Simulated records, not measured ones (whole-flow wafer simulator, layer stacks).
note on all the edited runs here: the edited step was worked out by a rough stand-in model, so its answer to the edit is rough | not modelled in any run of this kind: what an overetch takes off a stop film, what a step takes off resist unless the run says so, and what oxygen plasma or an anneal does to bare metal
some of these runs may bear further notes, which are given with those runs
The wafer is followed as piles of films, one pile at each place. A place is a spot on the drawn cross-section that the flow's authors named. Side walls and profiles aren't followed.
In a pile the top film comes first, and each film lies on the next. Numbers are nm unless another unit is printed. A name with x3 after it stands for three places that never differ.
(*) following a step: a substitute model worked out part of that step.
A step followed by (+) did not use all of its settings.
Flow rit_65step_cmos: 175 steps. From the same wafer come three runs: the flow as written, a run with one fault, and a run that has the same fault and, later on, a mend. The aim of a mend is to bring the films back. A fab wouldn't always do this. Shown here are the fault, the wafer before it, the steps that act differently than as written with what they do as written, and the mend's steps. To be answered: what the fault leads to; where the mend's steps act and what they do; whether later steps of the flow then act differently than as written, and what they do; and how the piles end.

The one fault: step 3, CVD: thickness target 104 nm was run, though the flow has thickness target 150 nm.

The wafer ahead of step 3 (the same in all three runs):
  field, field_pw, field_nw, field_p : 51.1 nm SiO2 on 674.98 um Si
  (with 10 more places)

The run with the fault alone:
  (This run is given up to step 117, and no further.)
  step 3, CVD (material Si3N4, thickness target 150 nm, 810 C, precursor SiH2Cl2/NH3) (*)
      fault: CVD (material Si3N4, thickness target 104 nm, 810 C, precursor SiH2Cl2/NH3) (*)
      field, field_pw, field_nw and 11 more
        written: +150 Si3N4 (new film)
        fault: +104 Si3N4 (new film)
  Steps later in the flow that act otherwise than as written (not shown: 36 more steps that differ only slightly, by at most 2% or 0.5 nm, whichever is larger):
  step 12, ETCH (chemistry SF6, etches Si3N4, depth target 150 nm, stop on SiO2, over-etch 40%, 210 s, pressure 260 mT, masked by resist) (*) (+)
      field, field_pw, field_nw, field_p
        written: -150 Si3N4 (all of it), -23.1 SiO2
        fault: -104 Si3N4 (all of it), -40.8 SiO2
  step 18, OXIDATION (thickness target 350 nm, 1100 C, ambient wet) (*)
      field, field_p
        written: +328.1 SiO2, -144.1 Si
        fault: +342.5 SiO2, -150.4 Si
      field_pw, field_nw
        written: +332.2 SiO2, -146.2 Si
        fault: +345.7 SiO2, -152.1 Si
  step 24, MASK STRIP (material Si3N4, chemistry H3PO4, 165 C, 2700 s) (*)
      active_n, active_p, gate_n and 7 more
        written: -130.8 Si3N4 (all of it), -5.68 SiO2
        fault: -84.8 Si3N4 (all of it), -7.44 SiO2
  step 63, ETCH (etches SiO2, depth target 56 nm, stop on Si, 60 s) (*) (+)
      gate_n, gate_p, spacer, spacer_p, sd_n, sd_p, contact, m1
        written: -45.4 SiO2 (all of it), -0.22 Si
        fault: -43.7 SiO2 (all of it), -0.25 Si
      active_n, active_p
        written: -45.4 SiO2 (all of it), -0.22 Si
        fault: -43.6 SiO2 (all of it), -0.25 Si
  Once step 117 is done, the piles differ only a little from the flow's at the places that both follow, at most by 2% or 0.5 nm, whichever is larger.

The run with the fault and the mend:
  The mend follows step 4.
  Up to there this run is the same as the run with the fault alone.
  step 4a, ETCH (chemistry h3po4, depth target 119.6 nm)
      field, field_pw, field_nw and 11 more
        -104 Si3N4 (all of it)
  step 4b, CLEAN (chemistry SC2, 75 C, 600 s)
      does not change any film at any place that is followed
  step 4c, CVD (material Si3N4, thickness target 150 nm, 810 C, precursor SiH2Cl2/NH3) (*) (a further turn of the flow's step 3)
      field, field_pw, field_nw and 11 more
        +150 Si3N4 (new film)
  None of the later steps of the flow acts differently than as written at any place that is followed.
  At every place that both follow, the piles at the end match the flow's.
